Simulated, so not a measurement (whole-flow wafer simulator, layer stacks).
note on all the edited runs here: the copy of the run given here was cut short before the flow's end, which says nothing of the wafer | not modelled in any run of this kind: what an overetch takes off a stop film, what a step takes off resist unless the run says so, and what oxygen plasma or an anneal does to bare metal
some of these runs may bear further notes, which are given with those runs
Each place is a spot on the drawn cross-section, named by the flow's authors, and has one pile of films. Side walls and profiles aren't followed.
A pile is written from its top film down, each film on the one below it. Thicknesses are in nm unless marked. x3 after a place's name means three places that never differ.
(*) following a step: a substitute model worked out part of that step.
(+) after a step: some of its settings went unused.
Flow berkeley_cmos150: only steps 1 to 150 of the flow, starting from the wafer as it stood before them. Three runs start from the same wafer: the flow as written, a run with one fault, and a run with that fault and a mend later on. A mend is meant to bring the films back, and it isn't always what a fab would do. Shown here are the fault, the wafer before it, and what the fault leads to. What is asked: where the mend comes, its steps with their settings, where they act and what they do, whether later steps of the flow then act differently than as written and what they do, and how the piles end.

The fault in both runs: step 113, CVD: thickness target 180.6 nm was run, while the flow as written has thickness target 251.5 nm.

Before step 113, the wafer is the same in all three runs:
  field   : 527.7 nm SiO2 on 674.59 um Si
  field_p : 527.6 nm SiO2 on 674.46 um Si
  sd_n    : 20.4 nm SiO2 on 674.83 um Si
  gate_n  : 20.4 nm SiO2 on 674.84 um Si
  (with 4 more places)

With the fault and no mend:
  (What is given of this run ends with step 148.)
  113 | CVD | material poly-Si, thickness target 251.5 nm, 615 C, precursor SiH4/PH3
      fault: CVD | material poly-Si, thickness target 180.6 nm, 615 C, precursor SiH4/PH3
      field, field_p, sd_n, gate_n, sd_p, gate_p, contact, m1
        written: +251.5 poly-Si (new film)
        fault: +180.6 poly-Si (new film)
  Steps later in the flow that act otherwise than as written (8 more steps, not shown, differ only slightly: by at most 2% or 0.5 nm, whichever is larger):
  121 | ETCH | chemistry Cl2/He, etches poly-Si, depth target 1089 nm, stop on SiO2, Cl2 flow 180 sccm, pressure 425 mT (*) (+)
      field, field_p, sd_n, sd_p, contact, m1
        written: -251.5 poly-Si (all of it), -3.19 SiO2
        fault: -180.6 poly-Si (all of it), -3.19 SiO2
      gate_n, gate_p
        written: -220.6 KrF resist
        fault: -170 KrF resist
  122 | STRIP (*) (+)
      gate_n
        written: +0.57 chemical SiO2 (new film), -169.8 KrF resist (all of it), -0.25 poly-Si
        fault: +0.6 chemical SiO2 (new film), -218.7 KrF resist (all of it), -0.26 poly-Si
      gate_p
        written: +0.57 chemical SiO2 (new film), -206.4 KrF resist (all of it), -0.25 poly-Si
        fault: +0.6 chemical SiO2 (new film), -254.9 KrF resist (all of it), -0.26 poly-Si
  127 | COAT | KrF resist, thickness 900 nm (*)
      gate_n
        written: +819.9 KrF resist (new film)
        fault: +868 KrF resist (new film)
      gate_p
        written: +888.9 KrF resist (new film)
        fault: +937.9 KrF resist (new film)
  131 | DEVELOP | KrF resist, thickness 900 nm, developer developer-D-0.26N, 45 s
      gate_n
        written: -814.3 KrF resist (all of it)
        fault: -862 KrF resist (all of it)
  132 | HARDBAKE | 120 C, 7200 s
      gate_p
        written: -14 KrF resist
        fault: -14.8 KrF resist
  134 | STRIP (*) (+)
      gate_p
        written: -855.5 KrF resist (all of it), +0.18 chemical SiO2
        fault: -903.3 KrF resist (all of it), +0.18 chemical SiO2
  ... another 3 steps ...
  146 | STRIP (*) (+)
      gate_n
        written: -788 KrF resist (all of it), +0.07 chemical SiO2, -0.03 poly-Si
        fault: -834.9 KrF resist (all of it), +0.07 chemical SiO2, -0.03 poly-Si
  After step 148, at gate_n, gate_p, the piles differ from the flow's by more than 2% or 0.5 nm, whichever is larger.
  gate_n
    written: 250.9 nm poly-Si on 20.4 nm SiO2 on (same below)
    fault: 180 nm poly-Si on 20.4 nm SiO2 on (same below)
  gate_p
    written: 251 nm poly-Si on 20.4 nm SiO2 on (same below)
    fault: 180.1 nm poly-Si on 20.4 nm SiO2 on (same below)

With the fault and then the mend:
  The mend follows step 113.
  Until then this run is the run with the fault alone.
  113a | ETCH | chemistry tmah, depth target 207.7 nm
      field, field_p, sd_n, gate_n, sd_p, gate_p, contact, m1
        -180.6 poly-Si (all of it)
  113b | CLEAN | chemistry SPM, 600 s (*) (the flow's step 108, run once more)
      alters no film at any place that is followed
  113c | CVD | material poly-Si, thickness target 251.5 nm, 615 C, precursor SiH4/PH3 (the flow's step 113, run once more)
      field, field_p, sd_n, gate_n, sd_p, gate_p, contact, m1
        +251.5 poly-Si (new film)
  None of the later steps of the flow acts differently than as written at any place that is followed.
  By the end, the piles equal the flow's at every place that both follow.
